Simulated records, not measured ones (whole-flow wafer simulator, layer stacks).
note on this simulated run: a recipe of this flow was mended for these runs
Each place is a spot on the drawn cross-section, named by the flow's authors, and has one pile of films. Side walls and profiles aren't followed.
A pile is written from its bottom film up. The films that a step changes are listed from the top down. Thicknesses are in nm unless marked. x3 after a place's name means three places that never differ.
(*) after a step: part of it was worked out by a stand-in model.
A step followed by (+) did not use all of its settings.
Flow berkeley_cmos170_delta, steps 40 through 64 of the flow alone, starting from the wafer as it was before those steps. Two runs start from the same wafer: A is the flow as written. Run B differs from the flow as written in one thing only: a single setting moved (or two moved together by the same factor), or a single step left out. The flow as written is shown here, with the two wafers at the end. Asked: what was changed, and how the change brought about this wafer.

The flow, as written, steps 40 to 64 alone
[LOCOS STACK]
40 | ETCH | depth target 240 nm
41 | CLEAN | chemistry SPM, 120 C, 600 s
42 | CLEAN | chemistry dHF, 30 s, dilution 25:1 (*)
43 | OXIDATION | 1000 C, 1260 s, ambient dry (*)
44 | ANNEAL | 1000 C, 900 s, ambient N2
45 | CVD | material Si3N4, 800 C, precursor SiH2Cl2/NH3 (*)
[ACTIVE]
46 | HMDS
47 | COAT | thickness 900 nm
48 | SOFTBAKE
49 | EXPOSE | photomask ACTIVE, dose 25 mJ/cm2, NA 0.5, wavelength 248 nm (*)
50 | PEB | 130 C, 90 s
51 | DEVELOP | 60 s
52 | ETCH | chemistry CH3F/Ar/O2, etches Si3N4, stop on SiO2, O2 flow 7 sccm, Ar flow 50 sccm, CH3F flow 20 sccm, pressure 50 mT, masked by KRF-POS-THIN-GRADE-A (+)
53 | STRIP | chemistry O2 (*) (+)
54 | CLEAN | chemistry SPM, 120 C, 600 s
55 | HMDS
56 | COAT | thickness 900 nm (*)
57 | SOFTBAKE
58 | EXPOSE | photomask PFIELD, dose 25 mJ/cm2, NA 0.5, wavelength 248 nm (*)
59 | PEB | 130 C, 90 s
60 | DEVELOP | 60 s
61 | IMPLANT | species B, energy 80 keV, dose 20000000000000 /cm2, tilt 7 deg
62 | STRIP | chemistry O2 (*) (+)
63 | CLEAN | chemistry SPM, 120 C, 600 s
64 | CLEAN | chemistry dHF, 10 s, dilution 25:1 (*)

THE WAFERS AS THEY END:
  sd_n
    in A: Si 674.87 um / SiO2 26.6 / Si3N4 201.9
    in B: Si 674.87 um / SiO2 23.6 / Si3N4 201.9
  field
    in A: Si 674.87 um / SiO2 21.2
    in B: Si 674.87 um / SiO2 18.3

The reason: step 43, OXIDATION: 1008 s was run, while the flow as written has 1260 s.

The path from the change to this, step by step:
  43 | OXIDATION | 1000 C, 1260 s, ambient dry (*)
      field, sd_n, spacer_n and 6 more: A SiO2 gains 26.6 (new film), Si loses 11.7 | B SiO2 gains 23.6 (new film), Si loses 10.4
